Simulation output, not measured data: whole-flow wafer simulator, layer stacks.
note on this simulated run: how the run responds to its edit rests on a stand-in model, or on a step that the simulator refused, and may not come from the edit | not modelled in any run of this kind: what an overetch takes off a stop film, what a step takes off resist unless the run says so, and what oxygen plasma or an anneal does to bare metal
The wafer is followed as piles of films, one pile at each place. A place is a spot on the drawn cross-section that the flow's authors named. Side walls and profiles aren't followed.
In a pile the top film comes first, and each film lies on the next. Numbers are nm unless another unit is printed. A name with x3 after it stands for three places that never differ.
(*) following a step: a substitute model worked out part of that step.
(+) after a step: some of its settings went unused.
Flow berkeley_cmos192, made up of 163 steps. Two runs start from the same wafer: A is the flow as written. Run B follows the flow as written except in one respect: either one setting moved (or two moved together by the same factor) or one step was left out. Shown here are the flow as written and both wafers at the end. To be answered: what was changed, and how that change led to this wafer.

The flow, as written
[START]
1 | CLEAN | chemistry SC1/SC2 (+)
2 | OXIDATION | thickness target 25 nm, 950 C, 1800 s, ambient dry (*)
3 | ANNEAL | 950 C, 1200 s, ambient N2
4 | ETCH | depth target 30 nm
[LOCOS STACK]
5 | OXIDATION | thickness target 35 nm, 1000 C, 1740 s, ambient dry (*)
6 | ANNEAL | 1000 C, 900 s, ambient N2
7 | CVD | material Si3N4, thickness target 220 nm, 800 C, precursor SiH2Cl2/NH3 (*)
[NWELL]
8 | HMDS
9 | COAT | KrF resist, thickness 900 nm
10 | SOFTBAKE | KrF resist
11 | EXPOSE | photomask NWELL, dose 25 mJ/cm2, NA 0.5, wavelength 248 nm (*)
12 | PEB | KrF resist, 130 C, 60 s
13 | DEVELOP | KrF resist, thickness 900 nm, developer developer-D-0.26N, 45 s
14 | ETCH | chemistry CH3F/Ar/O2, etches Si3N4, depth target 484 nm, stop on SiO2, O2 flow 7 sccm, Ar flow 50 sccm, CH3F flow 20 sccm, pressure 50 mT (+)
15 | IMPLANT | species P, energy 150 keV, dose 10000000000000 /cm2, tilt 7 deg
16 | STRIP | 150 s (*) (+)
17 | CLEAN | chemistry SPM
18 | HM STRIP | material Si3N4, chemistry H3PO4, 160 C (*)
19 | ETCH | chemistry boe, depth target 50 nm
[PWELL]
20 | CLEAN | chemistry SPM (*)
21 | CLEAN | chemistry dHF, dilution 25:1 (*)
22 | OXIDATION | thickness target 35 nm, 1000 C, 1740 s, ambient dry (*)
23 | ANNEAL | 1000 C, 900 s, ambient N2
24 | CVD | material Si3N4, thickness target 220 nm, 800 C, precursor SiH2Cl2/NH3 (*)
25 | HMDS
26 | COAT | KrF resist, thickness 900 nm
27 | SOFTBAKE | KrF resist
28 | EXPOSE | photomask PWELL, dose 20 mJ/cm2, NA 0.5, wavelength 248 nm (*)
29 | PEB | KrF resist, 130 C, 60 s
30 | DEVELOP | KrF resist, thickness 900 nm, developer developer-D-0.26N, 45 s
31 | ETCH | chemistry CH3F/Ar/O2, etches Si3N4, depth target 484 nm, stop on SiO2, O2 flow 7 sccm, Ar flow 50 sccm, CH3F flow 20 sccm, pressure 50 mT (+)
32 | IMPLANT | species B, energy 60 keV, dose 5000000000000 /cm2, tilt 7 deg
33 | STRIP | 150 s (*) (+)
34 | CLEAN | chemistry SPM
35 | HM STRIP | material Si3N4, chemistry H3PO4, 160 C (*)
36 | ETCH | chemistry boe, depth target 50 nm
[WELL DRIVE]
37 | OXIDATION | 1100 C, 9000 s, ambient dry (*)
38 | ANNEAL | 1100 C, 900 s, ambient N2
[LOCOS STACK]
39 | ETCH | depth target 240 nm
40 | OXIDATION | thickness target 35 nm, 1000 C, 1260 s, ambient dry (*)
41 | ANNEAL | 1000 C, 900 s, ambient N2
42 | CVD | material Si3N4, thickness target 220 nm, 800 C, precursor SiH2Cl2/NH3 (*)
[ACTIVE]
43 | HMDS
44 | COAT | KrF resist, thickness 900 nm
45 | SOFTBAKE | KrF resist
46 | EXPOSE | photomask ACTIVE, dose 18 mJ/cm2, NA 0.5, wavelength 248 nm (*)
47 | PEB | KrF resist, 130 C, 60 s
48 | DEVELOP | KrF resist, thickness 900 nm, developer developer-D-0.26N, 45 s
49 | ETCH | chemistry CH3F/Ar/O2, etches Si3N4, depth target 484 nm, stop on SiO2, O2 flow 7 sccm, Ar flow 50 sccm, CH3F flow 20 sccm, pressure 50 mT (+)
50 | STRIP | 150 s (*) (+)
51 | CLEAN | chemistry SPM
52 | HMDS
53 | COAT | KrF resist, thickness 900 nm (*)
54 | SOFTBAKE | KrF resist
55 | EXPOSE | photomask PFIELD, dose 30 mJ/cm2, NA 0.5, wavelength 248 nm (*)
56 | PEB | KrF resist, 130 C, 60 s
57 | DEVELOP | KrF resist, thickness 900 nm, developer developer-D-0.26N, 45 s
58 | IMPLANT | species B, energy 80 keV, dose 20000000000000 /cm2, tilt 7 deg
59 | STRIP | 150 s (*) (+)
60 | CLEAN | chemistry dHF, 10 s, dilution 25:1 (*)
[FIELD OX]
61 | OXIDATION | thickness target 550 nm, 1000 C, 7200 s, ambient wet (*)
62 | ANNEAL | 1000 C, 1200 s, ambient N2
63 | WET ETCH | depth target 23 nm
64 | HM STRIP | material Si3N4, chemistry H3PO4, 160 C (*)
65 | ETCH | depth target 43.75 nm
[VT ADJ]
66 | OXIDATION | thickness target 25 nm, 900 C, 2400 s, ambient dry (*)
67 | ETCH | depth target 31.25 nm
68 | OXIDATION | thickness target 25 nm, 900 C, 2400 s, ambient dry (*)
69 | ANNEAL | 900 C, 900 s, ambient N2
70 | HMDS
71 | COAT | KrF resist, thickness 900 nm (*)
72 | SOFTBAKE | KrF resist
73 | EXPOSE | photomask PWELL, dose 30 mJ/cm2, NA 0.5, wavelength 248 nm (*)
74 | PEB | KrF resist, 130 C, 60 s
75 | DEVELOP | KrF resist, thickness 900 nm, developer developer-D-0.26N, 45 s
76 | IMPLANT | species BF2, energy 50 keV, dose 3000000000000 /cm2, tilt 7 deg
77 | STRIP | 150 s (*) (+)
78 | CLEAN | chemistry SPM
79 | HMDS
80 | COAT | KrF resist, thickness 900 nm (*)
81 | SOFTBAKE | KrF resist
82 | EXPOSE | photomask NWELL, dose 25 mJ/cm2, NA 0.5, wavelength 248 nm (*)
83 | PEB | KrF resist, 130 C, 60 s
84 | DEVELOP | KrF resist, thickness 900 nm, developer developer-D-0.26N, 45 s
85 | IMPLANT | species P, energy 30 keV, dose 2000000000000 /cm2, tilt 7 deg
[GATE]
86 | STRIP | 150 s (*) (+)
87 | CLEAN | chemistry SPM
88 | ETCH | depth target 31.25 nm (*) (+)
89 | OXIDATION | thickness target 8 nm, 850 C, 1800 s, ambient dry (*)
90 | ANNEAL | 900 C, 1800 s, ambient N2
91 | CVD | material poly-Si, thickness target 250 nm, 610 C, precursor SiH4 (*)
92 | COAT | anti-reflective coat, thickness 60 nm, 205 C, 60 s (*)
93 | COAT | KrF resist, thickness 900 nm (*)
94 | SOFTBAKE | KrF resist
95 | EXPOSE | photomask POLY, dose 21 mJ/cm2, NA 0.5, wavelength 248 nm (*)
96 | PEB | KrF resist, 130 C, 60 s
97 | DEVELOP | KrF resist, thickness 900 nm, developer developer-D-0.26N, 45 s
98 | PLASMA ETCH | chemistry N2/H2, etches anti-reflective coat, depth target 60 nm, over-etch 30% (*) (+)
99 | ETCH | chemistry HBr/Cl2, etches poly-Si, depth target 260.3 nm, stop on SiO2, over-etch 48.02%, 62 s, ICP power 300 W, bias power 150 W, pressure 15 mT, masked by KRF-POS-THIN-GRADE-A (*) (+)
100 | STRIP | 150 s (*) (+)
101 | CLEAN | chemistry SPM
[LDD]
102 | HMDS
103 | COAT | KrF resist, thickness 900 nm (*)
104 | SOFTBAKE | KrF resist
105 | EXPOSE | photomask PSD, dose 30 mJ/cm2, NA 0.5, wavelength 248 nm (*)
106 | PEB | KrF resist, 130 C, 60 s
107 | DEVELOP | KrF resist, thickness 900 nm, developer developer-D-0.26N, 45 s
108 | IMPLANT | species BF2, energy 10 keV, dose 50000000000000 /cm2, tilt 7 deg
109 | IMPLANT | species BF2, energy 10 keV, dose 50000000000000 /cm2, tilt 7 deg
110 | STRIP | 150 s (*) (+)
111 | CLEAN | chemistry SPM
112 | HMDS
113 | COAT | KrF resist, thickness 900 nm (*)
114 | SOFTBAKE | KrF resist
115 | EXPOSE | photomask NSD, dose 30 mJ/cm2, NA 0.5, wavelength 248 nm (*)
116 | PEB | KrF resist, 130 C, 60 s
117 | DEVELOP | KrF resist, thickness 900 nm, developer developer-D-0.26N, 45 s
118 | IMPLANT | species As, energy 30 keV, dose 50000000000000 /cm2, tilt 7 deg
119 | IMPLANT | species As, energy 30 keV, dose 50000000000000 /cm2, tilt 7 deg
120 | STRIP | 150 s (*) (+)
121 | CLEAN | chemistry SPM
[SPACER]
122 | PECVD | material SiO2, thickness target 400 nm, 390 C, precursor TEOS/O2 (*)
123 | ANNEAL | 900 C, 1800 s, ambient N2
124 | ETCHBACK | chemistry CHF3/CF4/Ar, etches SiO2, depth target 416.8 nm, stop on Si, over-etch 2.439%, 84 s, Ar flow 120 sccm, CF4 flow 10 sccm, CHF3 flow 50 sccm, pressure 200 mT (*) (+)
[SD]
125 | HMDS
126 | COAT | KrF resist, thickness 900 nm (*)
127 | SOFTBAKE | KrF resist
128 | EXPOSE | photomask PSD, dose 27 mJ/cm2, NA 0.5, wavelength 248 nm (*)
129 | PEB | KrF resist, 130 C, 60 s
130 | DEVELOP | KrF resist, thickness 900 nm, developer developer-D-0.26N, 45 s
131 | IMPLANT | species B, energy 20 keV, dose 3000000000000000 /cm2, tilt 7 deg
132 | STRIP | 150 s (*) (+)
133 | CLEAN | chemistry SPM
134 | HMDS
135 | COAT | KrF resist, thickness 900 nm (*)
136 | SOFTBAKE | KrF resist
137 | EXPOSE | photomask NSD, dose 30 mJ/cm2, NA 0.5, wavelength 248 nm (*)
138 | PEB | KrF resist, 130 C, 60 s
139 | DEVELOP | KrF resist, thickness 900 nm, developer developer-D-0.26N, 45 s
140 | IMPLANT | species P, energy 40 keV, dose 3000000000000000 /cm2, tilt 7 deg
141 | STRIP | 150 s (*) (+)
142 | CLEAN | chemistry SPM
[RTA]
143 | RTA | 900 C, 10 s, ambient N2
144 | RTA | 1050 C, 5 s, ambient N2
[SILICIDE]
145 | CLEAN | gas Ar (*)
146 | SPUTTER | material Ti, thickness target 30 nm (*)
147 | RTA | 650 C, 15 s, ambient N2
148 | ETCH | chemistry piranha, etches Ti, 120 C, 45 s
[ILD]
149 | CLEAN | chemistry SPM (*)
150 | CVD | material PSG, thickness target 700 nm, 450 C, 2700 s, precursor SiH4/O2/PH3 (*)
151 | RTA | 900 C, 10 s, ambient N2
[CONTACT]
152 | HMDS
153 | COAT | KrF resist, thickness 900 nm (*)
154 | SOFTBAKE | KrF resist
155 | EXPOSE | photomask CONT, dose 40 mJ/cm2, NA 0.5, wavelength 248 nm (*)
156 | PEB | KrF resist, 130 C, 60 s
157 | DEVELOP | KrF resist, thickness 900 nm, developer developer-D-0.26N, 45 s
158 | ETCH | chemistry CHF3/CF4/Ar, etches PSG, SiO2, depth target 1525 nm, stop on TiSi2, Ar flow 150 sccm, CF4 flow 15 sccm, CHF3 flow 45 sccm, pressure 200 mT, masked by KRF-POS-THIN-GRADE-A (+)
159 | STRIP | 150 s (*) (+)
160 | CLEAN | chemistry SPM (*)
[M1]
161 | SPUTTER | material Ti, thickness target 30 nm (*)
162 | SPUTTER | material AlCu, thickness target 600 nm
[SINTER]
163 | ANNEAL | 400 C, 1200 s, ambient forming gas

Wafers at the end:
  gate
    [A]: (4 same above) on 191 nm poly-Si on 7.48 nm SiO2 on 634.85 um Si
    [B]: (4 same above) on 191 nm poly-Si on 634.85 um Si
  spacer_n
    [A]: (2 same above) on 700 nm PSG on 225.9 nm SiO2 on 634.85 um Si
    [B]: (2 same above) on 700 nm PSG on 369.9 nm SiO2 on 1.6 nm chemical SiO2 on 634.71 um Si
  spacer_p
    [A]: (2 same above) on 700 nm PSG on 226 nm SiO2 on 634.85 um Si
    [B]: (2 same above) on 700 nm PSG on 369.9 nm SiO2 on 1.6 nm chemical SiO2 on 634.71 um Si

What caused this: step 89, OXIDATION: thickness target 8 nm, 850 C, 1800 s, ambient dry (*), was skipped.

The path from the change to this, step by step:
  92 | COAT | anti-reflective coat, thickness 60 nm, 205 C, 60 s (*)
      spacer_n: A anti-reflective coat gains 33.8 (new film) | B anti-reflective coat gains 32.8 (new film)
      gate: A anti-reflective coat gains 30 (new film) | B anti-reflective coat gains 29 (new film)
      (and at 2 other places as well)
  98 | PLASMA ETCH | chemistry N2/H2, etches anti-reflective coat, depth target 60 nm, over-etch 30% (*) (+)
      spacer_n: A anti-reflective coat loses 33.8 (all of it), poly-Si loses 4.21 | B anti-reflective coat loses 32.8 (all of it), poly-Si loses 4.33
      spacer_p: A anti-reflective coat loses 33.6 (all of it), poly-Si loses 4.22 | B anti-reflective coat loses 32.8 (all of it), poly-Si loses 4.33
  99 | ETCH | chemistry HBr/Cl2, etches poly-Si, depth target 260.3 nm, stop on SiO2, over-etch 48.02%, 62 s, ICP power 300 W, bias power 150 W, pressure 15 mT, masked by KRF-POS-THIN-GRADE-A (*) (+)
      spacer_n, spacer_p: A poly-Si loses 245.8 (all of it), SiO2 loses 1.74 | B poly-Si loses 245.7 (all of it), Si loses 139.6
      sd_n: A poly-Si loses 248.8 (all of it), SiO2 loses 1.51 | B poly-Si loses 248.8 (all of it), Si loses 136.5
      (and at 3 other places as well)
  100 | STRIP | 150 s (*) (+)
      sd_n, spacer_n, sd_p, spacer_p, contact, m1: A nothing | B chemical SiO2 gains 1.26 (new film), Si loses 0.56
      gate: A chemical SiO2 gains 1.15 (new film), KrF resist loses 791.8 (all of it), anti-reflective coat loses 30 (all of it), poly-Si loses 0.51 | B chemical SiO2 gains 1.15 (new film), KrF resist loses 795.1 (all of it), anti-reflective coat loses 29 (all of it), poly-Si loses 0.51
      (and at 1 other place as well)
  103 | COAT | KrF resist, thickness 900 nm (*)
      field: A KrF resist gains 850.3 (new film) | B KrF resist gains 815.6 (new film)
      sd_n: A KrF resist gains 1003.8 (new film) | B KrF resist gains 1075.7 (new film)
      (and at 7 other places as well)
  107 | DEVELOP | KrF resist, thickness 900 nm, developer developer-D-0.26N, 45 s
      sd_p: A KrF resist loses 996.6 (all of it) | B KrF resist loses 1063.2 (all of it)
      spacer_p: A KrF resist loses 993.7 (all of it) | B KrF resist loses 1057.4 (all of it)
      (and at 1 other place as well)
  110 | STRIP | 150 s (*) (+)
      sd_n: A KrF resist loses 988 (all of it) | B KrF resist loses 1059.8 (all of it), chemical SiO2 gains 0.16, Si loses 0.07
      spacer_n: A KrF resist loses 982.8 (all of it) | B KrF resist loses 1048.7 (all of it), chemical SiO2 gains 0.16, Si loses 0.07
      (and at 4 other places as well)
  113 | COAT | KrF resist, thickness 900 nm (*)
      field: A KrF resist gains 850.4 (new film) | B KrF resist gains 815.3 (new film)
      sd_n: A KrF resist gains 1003.8 (new film) | B KrF resist gains 1075.6 (new film)
      (and at 7 other places as well)
  117 | DEVELOP | KrF resist, thickness 900 nm, developer developer-D-0.26N, 45 s
      sd_n: A KrF resist loses 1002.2 (all of it) | B KrF resist loses 1073.8 (all of it)
      spacer_n: A KrF resist loses 997 (all of it) | B KrF resist loses 1063.5 (all of it)
      (and at 2 other places as well)
  120 | STRIP | 150 s (*) (+)
      sd_p: A KrF resist loses 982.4 (all of it) | B KrF resist loses 1048.5 (all of it), chemical SiO2 gains 0.1
      spacer_p: A KrF resist loses 979.5 (all of it) | B KrF resist loses 1043.3 (all of it), chemical SiO2 gains 0.1
      (and at 3 other places as well)
  122 | PECVD | material SiO2, thickness target 400 nm, 390 C, precursor TEOS/O2 (*)
      sd_n, contact, m1: A SiO2 gains 400 | B SiO2 gains 400 (new film)
      spacer_n, spacer_p: A SiO2 gains 385.5 | B SiO2 gains 375.2 (new film)
      (and at 1 other place as well)
  124 | ETCHBACK | chemistry CHF3/CF4/Ar, etches SiO2, depth target 416.8 nm, stop on Si, over-etch 2.439%, 84 s, Ar flow 120 sccm, CF4 flow 10 sccm, CHF3 flow 50 sccm, pressure 200 mT (*) (+)
      sd_n: A SiO2 loses 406 (all of it) | B SiO2 loses 400 (all of it), chemical SiO2 loses 1.6 (all of it)
      spacer_n: A SiO2 loses 160 | B nothing
      (and at 4 other places as well)
  126 | COAT | KrF resist, thickness 900 nm (*)
      field: A KrF resist gains 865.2 (new film) | B KrF resist gains 841.7 (new film)
      sd_n: A KrF resist gains 999.7 (new film) | B KrF resist gains 1080.2 (new film)
      (and at 7 other places as well)
  130 | DEVELOP | KrF resist, thickness 900 nm, developer developer-D-0.26N, 45 s
      sd_p: A KrF resist loses 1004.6 (all of it) | B KrF resist loses 1082.2 (all of it)
      spacer_p: A KrF resist loses 784.6 (all of it) | B KrF resist loses 723.3 (all of it)
      (and at 1 other place as well)
  132 | STRIP | 150 s (*) (+)
      field: A KrF resist loses 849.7 (all of it) | B KrF resist loses 826.1 (all of it)
      sd_n: A chemical SiO2 gains 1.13 (new film), KrF resist loses 983.9 (all of it), Si loses 0.5 | B chemical SiO2 gains 1.11 (new film), KrF resist loses 1064.3 (all of it), Si loses 0.49
      (and at 4 other places as well)
  135 | COAT | KrF resist, thickness 900 nm (*)
      field: A KrF resist gains 865 (new film) | B KrF resist gains 841.8 (new film)
      sd_n: A KrF resist gains 999.2 (new film) | B KrF resist gains 1079.9 (new film)
      (and at 7 other places as well)
  ... another 10 steps ...
  162 | SPUTTER | material AlCu, thickness target 600 nm
      sd_p: A AlCu gains 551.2 (new film) | B AlCu gains 477.4 (new film)
